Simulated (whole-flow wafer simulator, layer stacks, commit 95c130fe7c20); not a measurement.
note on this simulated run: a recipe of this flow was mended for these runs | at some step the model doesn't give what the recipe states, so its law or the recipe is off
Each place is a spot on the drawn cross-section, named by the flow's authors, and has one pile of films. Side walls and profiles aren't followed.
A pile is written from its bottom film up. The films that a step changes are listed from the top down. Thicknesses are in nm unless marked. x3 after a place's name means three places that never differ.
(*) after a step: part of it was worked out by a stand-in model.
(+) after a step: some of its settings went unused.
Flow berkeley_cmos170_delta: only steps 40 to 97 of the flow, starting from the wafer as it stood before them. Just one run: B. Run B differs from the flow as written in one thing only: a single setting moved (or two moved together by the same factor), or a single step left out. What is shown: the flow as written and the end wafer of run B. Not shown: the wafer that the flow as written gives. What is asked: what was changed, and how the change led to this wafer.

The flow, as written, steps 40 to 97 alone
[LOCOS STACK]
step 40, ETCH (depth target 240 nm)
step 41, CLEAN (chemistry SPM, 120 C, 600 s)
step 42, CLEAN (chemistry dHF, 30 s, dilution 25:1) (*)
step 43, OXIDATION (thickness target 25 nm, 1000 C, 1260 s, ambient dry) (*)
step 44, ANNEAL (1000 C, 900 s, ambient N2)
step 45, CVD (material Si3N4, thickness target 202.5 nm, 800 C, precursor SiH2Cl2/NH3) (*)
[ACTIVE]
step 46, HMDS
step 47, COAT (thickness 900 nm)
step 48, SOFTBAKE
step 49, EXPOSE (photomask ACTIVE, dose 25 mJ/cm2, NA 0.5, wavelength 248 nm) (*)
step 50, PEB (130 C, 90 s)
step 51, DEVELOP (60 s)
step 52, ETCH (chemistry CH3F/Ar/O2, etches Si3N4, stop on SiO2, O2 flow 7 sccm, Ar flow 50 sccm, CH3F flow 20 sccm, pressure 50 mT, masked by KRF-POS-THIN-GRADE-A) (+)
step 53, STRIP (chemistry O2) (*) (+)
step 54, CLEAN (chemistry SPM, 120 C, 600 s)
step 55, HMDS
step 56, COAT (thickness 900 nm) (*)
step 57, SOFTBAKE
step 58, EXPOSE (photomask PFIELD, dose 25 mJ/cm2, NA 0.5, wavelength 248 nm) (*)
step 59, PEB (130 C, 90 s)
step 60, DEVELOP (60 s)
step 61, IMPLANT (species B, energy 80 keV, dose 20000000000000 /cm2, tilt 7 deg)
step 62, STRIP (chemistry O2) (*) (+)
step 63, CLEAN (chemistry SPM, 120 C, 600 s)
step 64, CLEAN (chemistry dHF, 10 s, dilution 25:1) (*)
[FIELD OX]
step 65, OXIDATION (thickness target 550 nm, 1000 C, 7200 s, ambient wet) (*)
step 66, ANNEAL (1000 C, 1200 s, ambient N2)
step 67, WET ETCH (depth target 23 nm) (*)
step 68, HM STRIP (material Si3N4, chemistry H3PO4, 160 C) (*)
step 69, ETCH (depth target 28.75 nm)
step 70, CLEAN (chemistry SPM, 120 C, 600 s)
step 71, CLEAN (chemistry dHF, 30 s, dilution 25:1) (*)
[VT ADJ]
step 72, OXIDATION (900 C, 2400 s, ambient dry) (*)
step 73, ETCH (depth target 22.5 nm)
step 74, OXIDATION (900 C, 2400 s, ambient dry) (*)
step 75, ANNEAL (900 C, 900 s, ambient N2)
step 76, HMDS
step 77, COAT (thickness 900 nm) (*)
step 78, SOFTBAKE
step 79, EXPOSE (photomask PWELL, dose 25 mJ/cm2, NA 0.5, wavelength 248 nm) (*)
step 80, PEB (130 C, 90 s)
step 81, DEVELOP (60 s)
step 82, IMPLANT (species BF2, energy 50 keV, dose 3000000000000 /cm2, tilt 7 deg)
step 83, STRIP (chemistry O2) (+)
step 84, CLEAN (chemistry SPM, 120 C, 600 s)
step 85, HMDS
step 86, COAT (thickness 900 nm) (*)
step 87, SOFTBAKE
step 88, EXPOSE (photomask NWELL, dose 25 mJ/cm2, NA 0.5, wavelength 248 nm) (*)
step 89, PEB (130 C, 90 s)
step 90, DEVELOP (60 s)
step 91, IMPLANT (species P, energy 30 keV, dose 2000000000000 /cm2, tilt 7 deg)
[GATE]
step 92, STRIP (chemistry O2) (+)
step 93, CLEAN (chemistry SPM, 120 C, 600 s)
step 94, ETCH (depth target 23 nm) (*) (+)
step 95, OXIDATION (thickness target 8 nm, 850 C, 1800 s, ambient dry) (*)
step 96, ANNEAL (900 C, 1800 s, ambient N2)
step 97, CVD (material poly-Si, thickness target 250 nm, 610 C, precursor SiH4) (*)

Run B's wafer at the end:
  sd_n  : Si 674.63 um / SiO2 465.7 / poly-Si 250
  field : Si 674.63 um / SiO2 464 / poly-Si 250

The reason: step 45, CVD: 560 C was run, whereas the flow has 800 C.

Step by step, how the change led to this:
  step 45, CVD (material Si3N4, thickness target 202.5 nm, 800 C, precursor SiH2Cl2/NH3) (*)
      field, sd_n, spacer_n and 6 more: Si3N4 gains 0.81 (new film) (in the flow as written it would be: Si3N4 gains 202.5 (new film))
  step 52, ETCH (chemistry CH3F/Ar/O2, etches Si3N4, stop on SiO2, O2 flow 7 sccm, Ar flow 50 sccm, CH3F flow 20 sccm, pressure 50 mT, masked by KRF-POS-THIN-GRADE-A) (+)
      sd_n, spacer_n, gate, sd_p, spacer_p, gate_p, contact, m1: KrF-resist loses 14 (in the flow as written it would be: KrF-resist loses 148.5)
      field: Si3N4 loses 0.81 (all of it), SiO2 loses 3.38 (in the flow as written it would be: Si3N4 loses 202.5 (all of it), SiO2 loses 3.38)
  step 53, STRIP (chemistry O2) (*) (+)
      sd_n, spacer_n, gate, sd_p, spacer_p, gate_p, contact, m1: KrF-resist loses 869 (all of it) (in the flow as written it would be: KrF-resist loses 734.6 (all of it))
  step 56, COAT (thickness 900 nm) (*)
      field: KrF-resist gains 901.1 (new film) (in the flow as written it would be: KrF-resist gains 956.4 (new film))
      sd_n: KrF-resist gains 897.8 (new film) (in the flow as written it would be: KrF-resist gains 794.3 (new film))
      (as well as at 7 more places)
  step 60, DEVELOP (60 s)
      field: KrF-resist loses 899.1 (all of it) (in the flow as written it would be: KrF-resist loses 954.2 (all of it))
  step 62, STRIP (chemistry O2) (*) (+)
      sd_n: KrF-resist loses 880.9 (all of it) (in the flow as written it would be: KrF-resist loses 777.7 (all of it))
      spacer_n: KrF-resist loses 881.5 (all of it) (in the flow as written it would be: KrF-resist loses 807.8 (all of it))
      (as well as at 6 more places)
  step 64, CLEAN (chemistry dHF, 10 s, dilution 25:1) (*)
      sd_n, spacer_n, gate, sd_p, spacer_p, gate_p, contact, m1: Si3N4 loses 0.81 (all of it) (in the flow as written it would be: Si3N4 loses 0.59)
  step 65, OXIDATION (thickness target 550 nm, 1000 C, 7200 s, ambient wet) (*)
      spacer_n, gate, spacer_p, gate_p, contact, m1: SiO2 gains 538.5, Si loses 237 (in the flow as written it would be: SiO2 gains 12.1 (new film), Si3N4 loses 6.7)
      sd_n, sd_p: SiO2 gains 538.5, Si loses 237 (in the flow as written it would be: SiO2 gains 12.1 (new film), Si3N4 loses 6.7, SiO2 gains 0.15, Si loses 0.12)
  step 67, WET ETCH (depth target 23 nm) (*)
      sd_n, spacer_n, gate, sd_p, spacer_p, gate_p, contact, m1: SiO2 loses 23 (in the flow as written it would be: SiO2 loses 12.1 (all of it), Si3N4 loses 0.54)
  step 68, HM STRIP (material Si3N4, chemistry H3PO4, 160 C) (*)
      sd_n, spacer_n, gate, sd_p, spacer_p, gate_p, contact, m1: nothing (in the flow as written it would be: Si3N4 loses 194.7 (all of it), SiO2 loses 9.06)
      field: nothing (in the flow as written it would be: SiO2 loses 15.1)
  step 69, ETCH (depth target 28.75 nm)
      spacer_n, gate, spacer_p, gate_p, contact, m1: SiO2 loses 28.8 (in the flow as written it would be: SiO2 loses 17.5 (all of it))
      sd_n, sd_p: SiO2 loses 28.8 (in the flow as written it would be: SiO2 loses 17.6 (all of it))
  step 70, CLEAN (chemistry SPM, 120 C, 600 s)
      sd_n, spacer_n, gate, sd_p, spacer_p, gate_p, contact, m1: nothing (in the flow as written it would be: chemical SiO2 gains 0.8 (new film), Si loses 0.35)
  step 71, CLEAN (chemistry dHF, 30 s, dilution 25:1) (*)
      sd_n, spacer_n, gate, sd_p, spacer_p, gate_p, contact, m1: SiO2 loses 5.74 (in the flow as written it would be: chemical SiO2 loses 0.8 (all of it))
  step 72, OXIDATION (900 C, 2400 s, ambient dry) (*)
      sd_n, spacer_n, gate, sd_p, spacer_p, gate_p, contact, m1: SiO2 gains 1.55, Si loses 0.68 (in the flow as written it would be: SiO2 gains 14.9 (new film), Si loses 6.57)
  step 73, ETCH (depth target 22.5 nm)
      sd_n, spacer_n, gate, sd_p, spacer_p, gate_p, contact, m1: SiO2 loses 22.5 (in the flow as written it would be: SiO2 loses 14.9 (all of it))
  step 74, OXIDATION (900 C, 2400 s, ambient dry) (*)
      sd_n, spacer_n, gate, sd_p, spacer_p, gate_p, contact, m1: SiO2 gains 1.6, Si loses 0.7 (in the flow as written it would be: SiO2 gains 14.9 (new film), Si loses 6.57)
  ... 7 further steps ...
  step 95, OXIDATION (thickness target 8 nm, 850 C, 1800 s, ambient dry) (*)
      sd_n, spacer_n, gate, sd_p, spacer_p, gate_p, contact, m1: SiO2 gains 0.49, Si loses 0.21 (in the flow as written it would be: SiO2 gains 7.48 (new film), Si loses 3.29)
